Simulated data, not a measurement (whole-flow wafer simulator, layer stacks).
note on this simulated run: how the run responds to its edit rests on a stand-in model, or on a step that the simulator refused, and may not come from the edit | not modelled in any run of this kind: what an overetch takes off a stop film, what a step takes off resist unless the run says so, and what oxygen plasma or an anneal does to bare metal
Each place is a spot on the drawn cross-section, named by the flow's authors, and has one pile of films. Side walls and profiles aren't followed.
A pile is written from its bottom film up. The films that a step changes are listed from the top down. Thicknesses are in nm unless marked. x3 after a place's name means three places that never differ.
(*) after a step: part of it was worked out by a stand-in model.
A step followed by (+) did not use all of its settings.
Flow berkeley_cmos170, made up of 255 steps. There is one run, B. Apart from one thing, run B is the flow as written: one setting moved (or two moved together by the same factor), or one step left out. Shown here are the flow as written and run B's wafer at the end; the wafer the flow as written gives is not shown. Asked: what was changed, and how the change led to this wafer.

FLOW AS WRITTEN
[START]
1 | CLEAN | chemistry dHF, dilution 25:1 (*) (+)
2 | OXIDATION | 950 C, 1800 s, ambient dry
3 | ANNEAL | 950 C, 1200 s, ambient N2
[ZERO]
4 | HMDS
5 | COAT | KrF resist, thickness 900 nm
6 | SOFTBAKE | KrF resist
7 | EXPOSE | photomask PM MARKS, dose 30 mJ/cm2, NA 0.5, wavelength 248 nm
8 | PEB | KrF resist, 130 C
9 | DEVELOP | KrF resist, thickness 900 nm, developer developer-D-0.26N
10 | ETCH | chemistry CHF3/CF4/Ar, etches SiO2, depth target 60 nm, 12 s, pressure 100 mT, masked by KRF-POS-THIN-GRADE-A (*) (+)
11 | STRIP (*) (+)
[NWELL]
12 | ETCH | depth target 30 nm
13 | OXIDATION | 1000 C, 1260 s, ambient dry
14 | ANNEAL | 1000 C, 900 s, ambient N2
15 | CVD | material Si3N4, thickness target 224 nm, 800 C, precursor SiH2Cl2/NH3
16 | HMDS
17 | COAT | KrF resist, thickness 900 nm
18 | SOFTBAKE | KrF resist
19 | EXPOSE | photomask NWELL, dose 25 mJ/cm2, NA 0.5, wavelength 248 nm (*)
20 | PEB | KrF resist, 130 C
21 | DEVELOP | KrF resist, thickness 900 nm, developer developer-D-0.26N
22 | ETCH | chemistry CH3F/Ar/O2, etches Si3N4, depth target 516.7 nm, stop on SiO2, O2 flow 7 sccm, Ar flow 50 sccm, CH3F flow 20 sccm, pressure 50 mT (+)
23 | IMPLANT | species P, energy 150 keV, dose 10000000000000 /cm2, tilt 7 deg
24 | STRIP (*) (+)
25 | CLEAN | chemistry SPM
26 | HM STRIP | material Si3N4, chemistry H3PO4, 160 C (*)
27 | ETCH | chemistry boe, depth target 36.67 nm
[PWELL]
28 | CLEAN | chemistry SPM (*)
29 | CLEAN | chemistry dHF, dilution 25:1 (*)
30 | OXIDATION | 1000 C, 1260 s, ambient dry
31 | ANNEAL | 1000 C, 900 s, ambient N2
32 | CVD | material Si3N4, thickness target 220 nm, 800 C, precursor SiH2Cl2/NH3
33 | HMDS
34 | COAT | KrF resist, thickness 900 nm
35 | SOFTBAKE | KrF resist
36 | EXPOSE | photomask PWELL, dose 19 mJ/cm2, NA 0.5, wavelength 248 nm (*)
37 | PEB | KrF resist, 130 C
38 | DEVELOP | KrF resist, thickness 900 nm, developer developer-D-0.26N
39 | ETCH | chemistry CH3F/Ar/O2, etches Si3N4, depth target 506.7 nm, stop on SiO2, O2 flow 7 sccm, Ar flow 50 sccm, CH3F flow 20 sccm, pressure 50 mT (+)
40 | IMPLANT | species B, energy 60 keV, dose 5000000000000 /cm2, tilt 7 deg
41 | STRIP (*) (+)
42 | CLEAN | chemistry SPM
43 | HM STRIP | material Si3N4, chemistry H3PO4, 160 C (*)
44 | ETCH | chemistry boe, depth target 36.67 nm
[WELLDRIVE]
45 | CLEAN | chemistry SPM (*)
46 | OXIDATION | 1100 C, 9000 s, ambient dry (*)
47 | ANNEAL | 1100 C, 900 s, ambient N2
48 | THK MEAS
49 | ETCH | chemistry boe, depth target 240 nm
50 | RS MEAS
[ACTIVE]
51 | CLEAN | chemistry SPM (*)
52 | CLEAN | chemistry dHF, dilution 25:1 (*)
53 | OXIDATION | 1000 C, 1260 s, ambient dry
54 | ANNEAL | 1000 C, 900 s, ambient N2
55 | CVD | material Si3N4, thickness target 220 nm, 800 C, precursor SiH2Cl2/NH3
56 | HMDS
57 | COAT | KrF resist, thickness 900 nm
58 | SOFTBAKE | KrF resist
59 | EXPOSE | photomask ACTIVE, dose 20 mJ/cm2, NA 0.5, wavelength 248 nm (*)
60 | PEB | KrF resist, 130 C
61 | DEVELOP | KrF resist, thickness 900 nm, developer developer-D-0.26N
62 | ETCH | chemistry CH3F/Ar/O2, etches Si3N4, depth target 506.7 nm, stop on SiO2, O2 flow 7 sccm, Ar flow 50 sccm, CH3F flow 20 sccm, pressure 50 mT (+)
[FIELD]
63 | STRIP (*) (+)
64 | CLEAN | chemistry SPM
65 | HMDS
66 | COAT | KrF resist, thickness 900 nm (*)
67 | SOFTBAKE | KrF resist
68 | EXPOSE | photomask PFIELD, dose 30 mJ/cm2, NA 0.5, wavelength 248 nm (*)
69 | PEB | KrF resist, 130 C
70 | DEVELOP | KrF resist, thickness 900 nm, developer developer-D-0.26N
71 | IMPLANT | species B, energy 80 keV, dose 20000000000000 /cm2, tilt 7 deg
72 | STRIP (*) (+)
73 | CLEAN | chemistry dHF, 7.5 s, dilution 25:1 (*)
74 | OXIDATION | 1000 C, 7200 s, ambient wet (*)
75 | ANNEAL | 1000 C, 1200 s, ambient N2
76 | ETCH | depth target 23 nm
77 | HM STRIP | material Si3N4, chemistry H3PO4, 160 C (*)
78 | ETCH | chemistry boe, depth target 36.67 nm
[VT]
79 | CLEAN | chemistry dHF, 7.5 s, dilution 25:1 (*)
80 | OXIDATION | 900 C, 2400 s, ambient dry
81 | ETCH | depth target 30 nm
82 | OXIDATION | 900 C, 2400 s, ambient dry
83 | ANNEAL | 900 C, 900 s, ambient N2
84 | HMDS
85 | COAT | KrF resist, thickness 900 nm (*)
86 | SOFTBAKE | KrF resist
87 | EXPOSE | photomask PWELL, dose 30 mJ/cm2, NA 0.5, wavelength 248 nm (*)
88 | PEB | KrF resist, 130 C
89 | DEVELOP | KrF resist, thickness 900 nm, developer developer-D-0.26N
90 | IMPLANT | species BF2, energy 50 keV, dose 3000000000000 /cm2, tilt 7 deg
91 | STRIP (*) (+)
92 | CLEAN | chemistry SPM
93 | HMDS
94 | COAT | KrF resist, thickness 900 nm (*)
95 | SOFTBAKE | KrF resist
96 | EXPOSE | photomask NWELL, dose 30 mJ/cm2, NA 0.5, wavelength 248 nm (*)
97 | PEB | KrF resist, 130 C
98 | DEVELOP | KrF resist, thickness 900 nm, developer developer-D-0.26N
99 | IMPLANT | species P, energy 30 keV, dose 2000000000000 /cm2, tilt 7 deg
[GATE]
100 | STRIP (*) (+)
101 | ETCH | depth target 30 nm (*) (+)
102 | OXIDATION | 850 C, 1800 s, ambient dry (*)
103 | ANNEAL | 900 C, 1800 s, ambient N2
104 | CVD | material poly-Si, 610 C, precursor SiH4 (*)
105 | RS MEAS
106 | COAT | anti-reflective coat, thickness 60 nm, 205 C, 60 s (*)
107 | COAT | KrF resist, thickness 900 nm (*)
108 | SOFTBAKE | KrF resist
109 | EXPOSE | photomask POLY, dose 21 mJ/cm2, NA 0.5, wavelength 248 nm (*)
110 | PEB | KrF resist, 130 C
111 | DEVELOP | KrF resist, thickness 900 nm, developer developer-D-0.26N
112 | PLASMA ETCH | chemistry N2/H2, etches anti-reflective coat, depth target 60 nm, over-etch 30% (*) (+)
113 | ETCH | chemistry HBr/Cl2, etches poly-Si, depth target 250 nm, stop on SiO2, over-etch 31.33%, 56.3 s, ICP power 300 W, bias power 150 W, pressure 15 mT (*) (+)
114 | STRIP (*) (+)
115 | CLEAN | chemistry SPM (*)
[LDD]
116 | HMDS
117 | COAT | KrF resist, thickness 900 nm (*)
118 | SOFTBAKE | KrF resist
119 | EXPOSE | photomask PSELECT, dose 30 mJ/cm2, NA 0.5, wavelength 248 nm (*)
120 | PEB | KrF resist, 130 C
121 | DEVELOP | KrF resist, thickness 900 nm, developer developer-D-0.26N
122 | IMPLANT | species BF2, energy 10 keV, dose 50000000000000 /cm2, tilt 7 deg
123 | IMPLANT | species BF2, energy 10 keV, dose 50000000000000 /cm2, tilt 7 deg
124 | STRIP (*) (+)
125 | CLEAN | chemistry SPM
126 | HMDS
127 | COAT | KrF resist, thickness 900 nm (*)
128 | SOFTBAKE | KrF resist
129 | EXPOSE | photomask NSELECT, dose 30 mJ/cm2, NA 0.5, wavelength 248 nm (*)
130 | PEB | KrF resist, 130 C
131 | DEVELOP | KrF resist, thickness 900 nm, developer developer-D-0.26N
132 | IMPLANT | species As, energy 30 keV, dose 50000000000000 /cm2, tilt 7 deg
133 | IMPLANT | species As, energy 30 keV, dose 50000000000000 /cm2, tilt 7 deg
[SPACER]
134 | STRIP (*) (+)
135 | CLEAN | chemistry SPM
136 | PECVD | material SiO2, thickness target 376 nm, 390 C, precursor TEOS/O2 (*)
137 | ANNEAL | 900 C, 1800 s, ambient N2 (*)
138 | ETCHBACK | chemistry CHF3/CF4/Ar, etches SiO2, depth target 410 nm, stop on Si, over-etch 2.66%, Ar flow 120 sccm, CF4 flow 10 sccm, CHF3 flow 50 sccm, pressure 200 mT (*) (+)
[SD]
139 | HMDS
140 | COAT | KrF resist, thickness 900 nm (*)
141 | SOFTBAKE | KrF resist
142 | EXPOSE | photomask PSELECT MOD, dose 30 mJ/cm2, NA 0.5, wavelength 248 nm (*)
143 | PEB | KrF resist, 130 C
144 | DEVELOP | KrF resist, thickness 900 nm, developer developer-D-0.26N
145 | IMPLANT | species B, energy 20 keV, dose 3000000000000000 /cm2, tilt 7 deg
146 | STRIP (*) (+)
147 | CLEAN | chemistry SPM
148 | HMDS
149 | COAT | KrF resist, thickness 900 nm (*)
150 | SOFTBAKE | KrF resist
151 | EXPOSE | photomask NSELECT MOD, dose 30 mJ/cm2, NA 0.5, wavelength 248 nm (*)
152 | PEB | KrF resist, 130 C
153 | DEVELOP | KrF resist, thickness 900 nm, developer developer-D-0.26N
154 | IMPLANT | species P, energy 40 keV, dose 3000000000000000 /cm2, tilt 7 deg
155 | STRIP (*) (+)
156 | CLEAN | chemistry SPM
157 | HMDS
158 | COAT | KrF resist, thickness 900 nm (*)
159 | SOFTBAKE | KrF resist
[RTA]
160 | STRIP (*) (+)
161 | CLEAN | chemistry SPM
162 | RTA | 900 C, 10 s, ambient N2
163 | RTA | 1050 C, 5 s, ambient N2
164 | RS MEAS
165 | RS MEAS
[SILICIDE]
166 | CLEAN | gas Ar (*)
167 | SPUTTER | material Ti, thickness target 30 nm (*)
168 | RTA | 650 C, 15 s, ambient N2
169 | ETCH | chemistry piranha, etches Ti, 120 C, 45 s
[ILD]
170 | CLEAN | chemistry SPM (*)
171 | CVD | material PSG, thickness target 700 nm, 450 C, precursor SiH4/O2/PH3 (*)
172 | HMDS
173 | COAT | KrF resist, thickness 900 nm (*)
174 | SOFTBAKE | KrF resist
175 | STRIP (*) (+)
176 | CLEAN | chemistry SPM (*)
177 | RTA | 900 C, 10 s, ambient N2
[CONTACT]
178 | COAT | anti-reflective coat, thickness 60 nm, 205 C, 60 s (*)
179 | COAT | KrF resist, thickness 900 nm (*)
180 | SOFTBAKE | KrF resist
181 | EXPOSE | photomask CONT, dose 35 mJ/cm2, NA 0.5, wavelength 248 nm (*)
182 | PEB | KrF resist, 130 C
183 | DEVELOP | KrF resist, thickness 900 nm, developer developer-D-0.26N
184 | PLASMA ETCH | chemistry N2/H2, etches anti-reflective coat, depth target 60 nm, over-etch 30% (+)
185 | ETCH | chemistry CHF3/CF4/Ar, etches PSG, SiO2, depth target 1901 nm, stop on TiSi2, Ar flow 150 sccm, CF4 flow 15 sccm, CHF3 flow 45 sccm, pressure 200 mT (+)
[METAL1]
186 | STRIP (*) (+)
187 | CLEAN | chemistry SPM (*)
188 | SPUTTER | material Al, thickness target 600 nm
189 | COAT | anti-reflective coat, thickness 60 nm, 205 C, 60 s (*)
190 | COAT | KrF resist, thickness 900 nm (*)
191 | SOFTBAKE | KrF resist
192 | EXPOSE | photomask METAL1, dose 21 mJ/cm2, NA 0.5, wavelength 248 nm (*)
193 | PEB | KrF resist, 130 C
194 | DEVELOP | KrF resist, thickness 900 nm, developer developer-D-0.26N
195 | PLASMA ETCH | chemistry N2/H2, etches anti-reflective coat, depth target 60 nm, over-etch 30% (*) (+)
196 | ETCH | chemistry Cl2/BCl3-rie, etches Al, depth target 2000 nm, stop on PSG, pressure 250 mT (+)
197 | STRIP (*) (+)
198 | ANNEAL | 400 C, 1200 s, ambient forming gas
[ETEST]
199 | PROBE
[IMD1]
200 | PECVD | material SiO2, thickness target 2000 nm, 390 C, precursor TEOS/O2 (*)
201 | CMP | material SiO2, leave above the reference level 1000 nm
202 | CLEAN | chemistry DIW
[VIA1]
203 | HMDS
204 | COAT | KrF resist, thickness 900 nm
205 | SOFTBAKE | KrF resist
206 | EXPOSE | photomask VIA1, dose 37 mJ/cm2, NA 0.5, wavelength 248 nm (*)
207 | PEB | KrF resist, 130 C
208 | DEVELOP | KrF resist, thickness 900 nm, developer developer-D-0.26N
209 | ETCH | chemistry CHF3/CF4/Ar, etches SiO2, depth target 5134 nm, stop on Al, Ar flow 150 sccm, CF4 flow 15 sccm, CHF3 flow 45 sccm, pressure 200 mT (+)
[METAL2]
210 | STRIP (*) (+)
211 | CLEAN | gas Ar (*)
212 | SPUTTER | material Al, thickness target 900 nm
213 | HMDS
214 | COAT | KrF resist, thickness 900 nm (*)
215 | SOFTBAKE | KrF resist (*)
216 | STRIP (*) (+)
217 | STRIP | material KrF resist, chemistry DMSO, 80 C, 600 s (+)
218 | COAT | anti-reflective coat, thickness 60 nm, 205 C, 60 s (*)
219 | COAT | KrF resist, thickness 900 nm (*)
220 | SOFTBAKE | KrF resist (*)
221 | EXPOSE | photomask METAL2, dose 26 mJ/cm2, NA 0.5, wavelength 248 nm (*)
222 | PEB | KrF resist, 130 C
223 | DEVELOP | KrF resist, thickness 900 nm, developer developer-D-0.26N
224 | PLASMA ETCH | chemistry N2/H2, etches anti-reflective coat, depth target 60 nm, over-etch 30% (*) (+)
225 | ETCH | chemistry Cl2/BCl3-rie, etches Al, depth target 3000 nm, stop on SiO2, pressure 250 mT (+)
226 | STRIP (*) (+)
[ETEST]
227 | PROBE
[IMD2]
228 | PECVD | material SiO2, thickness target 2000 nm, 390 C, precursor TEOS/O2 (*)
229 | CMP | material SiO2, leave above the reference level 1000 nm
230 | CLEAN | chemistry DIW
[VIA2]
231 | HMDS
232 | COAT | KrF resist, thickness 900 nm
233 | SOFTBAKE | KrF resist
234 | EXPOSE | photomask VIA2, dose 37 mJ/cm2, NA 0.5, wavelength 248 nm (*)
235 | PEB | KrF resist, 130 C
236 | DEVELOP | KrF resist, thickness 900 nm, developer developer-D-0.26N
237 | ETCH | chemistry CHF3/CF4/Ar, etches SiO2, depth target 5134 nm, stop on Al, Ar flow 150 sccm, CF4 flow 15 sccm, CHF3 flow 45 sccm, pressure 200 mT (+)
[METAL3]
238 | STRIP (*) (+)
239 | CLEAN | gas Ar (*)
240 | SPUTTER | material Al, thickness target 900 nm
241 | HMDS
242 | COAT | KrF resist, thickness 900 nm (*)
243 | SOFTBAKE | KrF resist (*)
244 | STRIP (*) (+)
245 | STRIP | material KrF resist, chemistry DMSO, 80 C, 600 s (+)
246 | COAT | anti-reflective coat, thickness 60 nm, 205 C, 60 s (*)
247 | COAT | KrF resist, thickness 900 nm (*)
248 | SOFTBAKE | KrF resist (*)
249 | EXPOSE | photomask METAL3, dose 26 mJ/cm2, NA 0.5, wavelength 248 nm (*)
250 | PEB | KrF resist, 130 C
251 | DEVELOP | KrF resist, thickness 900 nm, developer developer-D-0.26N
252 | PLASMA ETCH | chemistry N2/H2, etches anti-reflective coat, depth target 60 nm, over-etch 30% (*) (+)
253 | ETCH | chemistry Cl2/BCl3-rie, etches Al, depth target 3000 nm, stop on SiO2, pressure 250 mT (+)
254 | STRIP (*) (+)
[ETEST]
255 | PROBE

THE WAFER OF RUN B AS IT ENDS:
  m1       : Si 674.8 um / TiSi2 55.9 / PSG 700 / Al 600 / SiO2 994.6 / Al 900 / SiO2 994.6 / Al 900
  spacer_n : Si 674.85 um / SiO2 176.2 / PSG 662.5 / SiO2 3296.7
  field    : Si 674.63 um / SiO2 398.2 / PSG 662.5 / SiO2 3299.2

What caused this: step 78, ETCH: depth target 18.92 nm was run, whereas the flow has depth target 36.67 nm.

Step by step, how the change led to this:
  78 | ETCH | chemistry boe, depth target 36.67 nm
      sd_n, spacer_n, gate_n and 8 more: -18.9 SiO2 (as written it would have been: -24.6 SiO2 (all of it))
      field: -18.9 SiO2 (as written it would have been: -36.7 SiO2)
  79 | CLEAN | chemistry dHF, 7.5 s, dilution 25:1 (*)
      sd_n, spacer_n, gate_n and 8 more: -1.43 SiO2 (as written it would have been: nothing)
  80 | OXIDATION | 900 C, 2400 s, ambient dry
      sd_n, spacer_n, gate_n and 8 more: +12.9 SiO2, -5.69 Si (as written it would have been: +14.9 SiO2 (new film), -6.57 Si)
  81 | ETCH | depth target 30 nm
      spacer_n, gate_n, spacer_p and 6 more: -17.1 SiO2 (all of it) (as written it would have been: -14.9 SiO2 (all of it))
      sd_n, sd_p: -17.2 SiO2 (all of it) (as written it would have been: -14.9 SiO2 (all of it))
  106 | COAT | anti-reflective coat, thickness 60 nm, 205 C, 60 s (*)
      field: +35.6 anti-reflective coat (new film) (as written it would have been: +34.7 anti-reflective coat (new film))
      sd_n: +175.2 anti-reflective coat (new film) (as written it would have been: +158.6 anti-reflective coat (new film))
      (also at 7 further places)
  112 | PLASMA ETCH | chemistry N2/H2, etches anti-reflective coat, depth target 60 nm, over-etch 30% (*) (+)
      field: -35.6 anti-reflective coat (all of it), -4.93 poly-Si (as written it would have been: -34.7 anti-reflective coat (all of it), -4.4 poly-Si)
      sd_n: -175.2 anti-reflective coat (all of it), -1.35 poly-Si (as written it would have been: -158.6 anti-reflective coat (all of it), -1.22 poly-Si)
      (also at 8 further places)
  114 | STRIP (*) (+)
      gate_n: +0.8 chemical SiO2 (new film), -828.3 KrF resist (all of it), -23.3 anti-reflective coat (all of it), -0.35 poly-Si (as written it would have been: +0.8 chemical SiO2 (new film), -812.6 KrF resist (all of it), -27.3 anti-reflective coat (all of it), -0.35 poly-Si)
      gate_p: +0.8 chemical SiO2 (new film), -790.7 KrF resist (all of it), -27.5 anti-reflective coat (all of it), -0.35 poly-Si (as written it would have been: +0.8 chemical SiO2 (new film), -782.1 KrF resist (all of it), -29.6 anti-reflective coat (all of it), -0.35 poly-Si)
  178 | COAT | anti-reflective coat, thickness 60 nm, 205 C, 60 s (*)
      sd_n: +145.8 anti-reflective coat (new film) (as written it would have been: +135.1 anti-reflective coat (new film))
      gate_n: +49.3 anti-reflective coat (new film) (as written it would have been: +48.3 anti-reflective coat (new film))
      (also at 1 further place)
  186 | STRIP (*) (+)
      sd_n: -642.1 KrF resist (all of it), -145.8 anti-reflective coat (all of it) (as written it would have been: -643.8 KrF resist (all of it), -135.1 anti-reflective coat (all of it))
      gate_n: -561.2 KrF resist (all of it), -49.3 anti-reflective coat (all of it) (as written it would have been: -553.1 KrF resist (all of it), -48.3 anti-reflective coat (all of it))
      (also at 1 further place)
  189 | COAT | anti-reflective coat, thickness 60 nm, 205 C, 60 s (*)
      gate_n: +49.2 anti-reflective coat (new film) (as written it would have been: +48 anti-reflective coat (new film))
      sd_p: +89.1 anti-reflective coat (new film) (as written it would have been: +86.5 anti-reflective coat (new film))
      (also at 2 further places)
  195 | PLASMA ETCH | chemistry N2/H2, etches anti-reflective coat, depth target 60 nm, over-etch 30% (*) (+)
      contact, m1, via1, m2, via2: -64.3 KrF resist (as written it would have been: -62.5 KrF resist)
      gate_n: -49.2 anti-reflective coat (all of it) (as written it would have been: -48 anti-reflective coat (all of it))
      (also at 2 further places)
  197 | STRIP (*) (+)
      m2: -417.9 KrF resist (all of it), -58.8 anti-reflective coat (all of it) (as written it would have been: -412.9 KrF resist (all of it), -61.1 anti-reflective coat (all of it))
  201 | CMP | material SiO2, leave above the reference level 1000 nm
      field: -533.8 SiO2 (as written it would have been: -517 SiO2)
